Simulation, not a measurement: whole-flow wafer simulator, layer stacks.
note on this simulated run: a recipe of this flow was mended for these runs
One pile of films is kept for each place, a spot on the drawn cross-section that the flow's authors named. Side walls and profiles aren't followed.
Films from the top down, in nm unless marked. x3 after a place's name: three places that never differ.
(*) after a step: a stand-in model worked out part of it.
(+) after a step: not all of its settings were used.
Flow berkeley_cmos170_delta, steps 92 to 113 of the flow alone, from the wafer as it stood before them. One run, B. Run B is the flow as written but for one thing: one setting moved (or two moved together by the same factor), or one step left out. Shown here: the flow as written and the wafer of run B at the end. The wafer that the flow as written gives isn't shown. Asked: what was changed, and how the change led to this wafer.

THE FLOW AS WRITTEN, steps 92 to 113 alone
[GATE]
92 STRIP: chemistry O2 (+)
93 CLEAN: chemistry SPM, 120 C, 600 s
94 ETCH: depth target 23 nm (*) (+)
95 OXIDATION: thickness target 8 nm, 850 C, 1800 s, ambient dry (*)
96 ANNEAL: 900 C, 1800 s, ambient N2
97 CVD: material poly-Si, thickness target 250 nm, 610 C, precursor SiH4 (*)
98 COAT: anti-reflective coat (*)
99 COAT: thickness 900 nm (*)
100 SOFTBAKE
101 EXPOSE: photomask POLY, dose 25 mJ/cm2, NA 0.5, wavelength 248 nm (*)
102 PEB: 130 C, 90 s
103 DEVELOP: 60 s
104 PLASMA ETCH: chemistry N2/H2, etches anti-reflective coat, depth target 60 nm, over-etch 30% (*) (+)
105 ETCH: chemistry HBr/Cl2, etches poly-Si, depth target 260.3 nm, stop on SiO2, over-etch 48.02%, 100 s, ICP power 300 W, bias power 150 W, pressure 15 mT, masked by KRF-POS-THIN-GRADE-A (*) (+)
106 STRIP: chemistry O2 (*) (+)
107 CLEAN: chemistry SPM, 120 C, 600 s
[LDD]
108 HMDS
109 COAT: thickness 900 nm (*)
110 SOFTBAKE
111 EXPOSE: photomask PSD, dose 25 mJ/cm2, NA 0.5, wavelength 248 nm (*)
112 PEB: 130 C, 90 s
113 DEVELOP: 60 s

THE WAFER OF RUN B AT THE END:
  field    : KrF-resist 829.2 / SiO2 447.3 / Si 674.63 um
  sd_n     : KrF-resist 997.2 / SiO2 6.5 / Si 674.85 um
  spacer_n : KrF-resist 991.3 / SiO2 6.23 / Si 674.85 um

The cause: step 95, OXIDATION: thickness target 8.96 nm was run, where the flow has thickness target 8 nm; step 95, OXIDATION: 2016 s was run, where the flow has 1800 s.

How the change led to this, step by step:
  95 OXIDATION: thickness target 8 nm, 850 C, 1800 s, ambient dry (*)
      sd_n, spacer_n, gate, sd_p, spacer_p, gate_p, contact, m1: SiO2 +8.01 (new film), Si -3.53 (as written it would be: SiO2 +7.48 (new film), Si -3.29)
